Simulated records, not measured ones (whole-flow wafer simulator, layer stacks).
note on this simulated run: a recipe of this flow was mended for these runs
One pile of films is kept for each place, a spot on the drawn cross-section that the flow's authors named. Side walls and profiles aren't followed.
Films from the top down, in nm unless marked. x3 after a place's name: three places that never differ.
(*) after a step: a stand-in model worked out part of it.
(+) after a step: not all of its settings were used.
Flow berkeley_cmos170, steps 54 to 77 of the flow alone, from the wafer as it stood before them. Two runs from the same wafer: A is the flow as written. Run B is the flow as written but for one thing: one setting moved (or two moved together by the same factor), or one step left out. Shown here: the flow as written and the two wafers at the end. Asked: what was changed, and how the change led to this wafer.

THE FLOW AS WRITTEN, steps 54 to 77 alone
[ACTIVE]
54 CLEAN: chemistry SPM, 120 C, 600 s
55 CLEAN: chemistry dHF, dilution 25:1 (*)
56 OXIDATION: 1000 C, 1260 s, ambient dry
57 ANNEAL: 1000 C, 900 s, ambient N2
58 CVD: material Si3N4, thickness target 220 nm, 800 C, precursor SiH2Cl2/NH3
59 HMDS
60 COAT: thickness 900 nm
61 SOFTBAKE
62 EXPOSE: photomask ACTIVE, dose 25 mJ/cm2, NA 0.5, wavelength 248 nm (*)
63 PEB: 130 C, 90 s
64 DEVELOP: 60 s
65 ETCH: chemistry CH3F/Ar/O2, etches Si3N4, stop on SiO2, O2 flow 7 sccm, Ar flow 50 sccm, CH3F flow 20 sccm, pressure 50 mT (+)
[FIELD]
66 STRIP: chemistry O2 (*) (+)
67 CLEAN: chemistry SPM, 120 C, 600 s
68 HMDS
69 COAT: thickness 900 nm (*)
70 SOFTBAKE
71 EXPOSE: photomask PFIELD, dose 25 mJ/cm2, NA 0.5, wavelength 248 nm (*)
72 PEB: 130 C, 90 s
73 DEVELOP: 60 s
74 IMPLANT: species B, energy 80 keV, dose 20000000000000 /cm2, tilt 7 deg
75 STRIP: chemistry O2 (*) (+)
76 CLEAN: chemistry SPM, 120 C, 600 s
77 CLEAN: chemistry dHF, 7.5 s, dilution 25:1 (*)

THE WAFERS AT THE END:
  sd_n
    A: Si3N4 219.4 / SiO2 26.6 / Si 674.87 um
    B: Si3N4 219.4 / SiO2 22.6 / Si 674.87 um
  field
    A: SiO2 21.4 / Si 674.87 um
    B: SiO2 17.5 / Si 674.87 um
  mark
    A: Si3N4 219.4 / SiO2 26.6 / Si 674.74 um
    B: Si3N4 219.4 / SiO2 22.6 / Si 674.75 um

The cause: step 56, OXIDATION: 929 s was run, where the flow has 1260 s.

How the change led to this, step by step:
  56 OXIDATION: 1000 C, 1260 s, ambient dry
      field, mark, sd_n and 10 more: A SiO2 +26.6 (new film), Si -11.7 | B SiO2 +22.6 (new film), Si -9.94
